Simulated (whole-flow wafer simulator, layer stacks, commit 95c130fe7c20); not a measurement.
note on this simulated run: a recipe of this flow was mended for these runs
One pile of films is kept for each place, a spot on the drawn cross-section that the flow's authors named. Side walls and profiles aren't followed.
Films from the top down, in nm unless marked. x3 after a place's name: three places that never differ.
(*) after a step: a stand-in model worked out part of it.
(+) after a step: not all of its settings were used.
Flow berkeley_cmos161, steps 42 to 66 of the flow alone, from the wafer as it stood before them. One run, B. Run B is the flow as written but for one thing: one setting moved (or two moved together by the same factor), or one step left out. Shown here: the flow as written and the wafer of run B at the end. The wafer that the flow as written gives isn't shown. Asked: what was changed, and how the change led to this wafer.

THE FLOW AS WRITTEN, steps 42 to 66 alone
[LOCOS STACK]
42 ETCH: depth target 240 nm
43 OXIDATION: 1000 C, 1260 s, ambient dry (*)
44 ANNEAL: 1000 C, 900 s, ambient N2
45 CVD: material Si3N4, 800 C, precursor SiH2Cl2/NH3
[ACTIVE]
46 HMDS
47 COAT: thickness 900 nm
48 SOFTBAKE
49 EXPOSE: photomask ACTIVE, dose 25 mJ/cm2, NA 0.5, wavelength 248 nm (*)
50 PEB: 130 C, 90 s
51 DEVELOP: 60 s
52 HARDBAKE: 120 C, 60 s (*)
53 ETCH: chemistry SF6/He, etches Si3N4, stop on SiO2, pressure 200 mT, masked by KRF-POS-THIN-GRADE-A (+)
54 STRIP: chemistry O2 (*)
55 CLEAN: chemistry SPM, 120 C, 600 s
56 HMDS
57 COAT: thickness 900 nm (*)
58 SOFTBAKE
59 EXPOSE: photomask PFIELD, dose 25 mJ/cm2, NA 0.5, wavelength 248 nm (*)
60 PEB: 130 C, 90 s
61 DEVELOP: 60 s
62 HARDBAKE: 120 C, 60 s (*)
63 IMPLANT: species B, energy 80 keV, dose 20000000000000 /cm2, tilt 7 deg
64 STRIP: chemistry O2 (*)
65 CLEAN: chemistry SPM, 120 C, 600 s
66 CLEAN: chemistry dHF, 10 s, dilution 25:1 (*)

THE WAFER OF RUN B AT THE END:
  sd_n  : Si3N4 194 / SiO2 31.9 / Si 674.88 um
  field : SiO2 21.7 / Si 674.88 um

The cause: step 43, OXIDATION: 1764 s was run, where the flow has 1260 s.

How the change led to this, step by step:
  43 OXIDATION: 1000 C, 1260 s, ambient dry (*)
      field, sd_n, spacer_n and 6 more: SiO2 +31.9 (new film), Si -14 (as written it would be: SiO2 +26.6 (new film), Si -11.7)
